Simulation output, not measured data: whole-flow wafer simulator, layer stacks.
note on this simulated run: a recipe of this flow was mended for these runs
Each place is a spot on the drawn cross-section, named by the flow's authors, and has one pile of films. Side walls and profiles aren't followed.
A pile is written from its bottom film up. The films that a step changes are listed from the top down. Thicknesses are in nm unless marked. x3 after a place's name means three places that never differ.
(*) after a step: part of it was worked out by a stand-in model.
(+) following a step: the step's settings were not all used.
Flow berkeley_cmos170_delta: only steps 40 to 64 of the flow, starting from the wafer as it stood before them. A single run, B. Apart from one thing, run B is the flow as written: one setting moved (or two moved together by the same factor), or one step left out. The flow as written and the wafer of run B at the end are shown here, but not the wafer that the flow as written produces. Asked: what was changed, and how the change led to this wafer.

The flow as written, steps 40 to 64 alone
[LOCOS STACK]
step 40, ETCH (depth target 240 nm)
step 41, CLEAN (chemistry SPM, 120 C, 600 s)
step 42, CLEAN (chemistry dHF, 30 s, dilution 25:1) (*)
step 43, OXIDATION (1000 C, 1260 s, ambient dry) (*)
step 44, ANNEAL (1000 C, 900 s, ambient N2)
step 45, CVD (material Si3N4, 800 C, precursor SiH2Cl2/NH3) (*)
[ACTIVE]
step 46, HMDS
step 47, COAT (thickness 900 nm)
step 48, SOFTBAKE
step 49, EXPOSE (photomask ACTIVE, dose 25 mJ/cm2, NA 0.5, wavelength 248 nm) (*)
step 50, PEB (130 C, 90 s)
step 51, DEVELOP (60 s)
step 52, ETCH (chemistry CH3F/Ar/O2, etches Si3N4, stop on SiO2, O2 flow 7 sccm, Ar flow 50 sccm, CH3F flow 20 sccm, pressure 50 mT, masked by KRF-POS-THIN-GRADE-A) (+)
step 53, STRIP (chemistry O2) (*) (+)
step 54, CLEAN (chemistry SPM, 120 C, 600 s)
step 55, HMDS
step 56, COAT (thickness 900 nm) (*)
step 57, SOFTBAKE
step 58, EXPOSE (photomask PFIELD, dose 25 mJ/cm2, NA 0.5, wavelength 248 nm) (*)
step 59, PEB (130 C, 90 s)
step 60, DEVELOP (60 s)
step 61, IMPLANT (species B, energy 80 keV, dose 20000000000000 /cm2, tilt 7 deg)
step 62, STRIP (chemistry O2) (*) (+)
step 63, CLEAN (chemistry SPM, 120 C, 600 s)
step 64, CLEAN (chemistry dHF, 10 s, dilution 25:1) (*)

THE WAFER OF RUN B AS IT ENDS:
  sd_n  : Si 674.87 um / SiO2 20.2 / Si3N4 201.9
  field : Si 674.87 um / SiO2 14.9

The reason: step 43, OXIDATION: 756 s was run, though the flow has 1260 s.

The path from the change to this, step by step:
  step 43, OXIDATION (1000 C, 1260 s, ambient dry) (*)
      field, sd_n, spacer_n and 6 more: +20.2 SiO2 (new film), -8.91 Si (it would be, as written: +26.6 SiO2 (new film), -11.7 Si)
